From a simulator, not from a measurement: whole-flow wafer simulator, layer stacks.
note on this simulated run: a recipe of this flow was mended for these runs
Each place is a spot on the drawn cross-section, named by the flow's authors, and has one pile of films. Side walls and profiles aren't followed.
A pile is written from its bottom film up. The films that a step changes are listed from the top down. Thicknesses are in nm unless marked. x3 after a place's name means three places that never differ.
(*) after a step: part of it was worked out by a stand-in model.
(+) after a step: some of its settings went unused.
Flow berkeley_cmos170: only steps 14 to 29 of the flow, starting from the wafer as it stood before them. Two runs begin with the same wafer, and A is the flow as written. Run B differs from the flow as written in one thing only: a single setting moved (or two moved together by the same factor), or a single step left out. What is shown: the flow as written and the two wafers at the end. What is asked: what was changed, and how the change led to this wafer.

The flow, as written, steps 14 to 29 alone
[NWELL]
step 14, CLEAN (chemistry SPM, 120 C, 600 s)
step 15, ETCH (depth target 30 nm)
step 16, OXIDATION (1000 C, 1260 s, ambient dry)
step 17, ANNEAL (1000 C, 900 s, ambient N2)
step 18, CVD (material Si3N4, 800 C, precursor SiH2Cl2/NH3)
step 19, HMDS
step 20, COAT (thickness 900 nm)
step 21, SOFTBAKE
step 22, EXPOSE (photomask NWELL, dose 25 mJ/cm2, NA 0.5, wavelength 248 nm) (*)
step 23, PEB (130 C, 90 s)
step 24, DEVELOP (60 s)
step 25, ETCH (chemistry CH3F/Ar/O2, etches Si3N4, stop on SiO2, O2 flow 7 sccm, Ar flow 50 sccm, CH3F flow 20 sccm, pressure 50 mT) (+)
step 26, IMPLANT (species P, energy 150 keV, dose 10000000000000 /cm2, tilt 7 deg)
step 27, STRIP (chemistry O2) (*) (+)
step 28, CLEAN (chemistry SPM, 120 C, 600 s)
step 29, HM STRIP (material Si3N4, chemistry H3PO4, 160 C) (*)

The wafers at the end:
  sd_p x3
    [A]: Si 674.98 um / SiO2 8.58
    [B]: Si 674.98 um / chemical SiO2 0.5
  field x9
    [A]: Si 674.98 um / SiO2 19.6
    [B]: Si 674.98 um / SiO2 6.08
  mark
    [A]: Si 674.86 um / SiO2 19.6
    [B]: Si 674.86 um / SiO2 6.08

What caused this: step 29, HM STRIP: 171 C was run, while the flow as written has 160 C.

Step by step, how the change led to this:
  step 29, HM STRIP (material Si3N4, chemistry H3PO4, 160 C) (*)
      sd_p x3: A -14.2 SiO2 | B +0.5 chemical SiO2 (new film), -22.8 SiO2 (all of it), -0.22 Si
      field x9, mark: A -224 Si3N4 (all of it), -7 SiO2 | B -224 Si3N4 (all of it), -20.5 SiO2
